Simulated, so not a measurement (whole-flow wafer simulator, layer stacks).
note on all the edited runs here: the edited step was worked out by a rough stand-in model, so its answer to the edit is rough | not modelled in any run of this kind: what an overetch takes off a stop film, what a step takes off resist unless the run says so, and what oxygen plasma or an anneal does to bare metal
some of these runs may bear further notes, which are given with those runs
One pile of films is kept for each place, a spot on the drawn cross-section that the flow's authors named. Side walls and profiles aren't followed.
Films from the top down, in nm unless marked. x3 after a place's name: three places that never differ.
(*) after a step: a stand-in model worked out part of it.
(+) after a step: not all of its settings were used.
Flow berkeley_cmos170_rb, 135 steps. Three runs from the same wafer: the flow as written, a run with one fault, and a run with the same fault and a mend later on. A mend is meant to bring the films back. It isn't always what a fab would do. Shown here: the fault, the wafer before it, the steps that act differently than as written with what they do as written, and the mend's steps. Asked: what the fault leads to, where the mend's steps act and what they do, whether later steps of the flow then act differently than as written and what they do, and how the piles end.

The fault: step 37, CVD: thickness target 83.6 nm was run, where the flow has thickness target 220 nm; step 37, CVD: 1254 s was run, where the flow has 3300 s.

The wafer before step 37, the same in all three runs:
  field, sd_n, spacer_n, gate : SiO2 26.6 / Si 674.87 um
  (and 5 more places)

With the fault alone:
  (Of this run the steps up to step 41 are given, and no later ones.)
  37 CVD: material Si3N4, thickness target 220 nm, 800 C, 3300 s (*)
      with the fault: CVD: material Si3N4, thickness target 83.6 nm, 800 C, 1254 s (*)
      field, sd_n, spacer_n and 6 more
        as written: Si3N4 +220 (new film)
        with the fault: Si3N4 +83.6 (new film)
  No later step of the flow up to step 41 acts differently than as written at any place that is followed.
  After step 41 the piles differ from the flow's by more than 2% or 0.5 nm, whichever is larger, at field, sd_n, spacer_n and 6 more.
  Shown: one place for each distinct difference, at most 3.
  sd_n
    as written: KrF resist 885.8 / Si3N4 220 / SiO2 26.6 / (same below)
    with the fault: KrF resist 885.8 / Si3N4 83.6 / SiO2 26.6 / (same below)
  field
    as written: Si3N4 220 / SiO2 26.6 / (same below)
    with the fault: Si3N4 83.6 / SiO2 26.6 / (same below)

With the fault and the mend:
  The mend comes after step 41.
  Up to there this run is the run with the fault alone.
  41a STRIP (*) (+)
      sd_n, spacer_n, gate, sd_p, spacer_p, gate_p, contact, m1
        KrF resist -885.8 (all of it)
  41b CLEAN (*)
      changes no film at any place that is followed
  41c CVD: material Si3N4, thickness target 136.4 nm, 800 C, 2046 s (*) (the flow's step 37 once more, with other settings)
      field, sd_n, spacer_n and 6 more
        Si3N4 +136.4
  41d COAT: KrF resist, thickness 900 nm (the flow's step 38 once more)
      field, sd_n, spacer_n and 6 more
        KrF resist +900 (new film)
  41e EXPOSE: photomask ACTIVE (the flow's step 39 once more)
      changes no film at any place that is followed
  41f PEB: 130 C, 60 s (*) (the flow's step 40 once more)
      changes no film at any place that is followed
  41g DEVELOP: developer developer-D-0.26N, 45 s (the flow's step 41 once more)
      sd_n, spacer_n, gate, sd_p, spacer_p, gate_p, contact, m1
        KrF resist -14.2
      field
        KrF resist -900 (all of it)
  No later step of the flow acts differently than as written at any place that is followed.
  At the end the piles are the same as the flow's at every place that both follow.
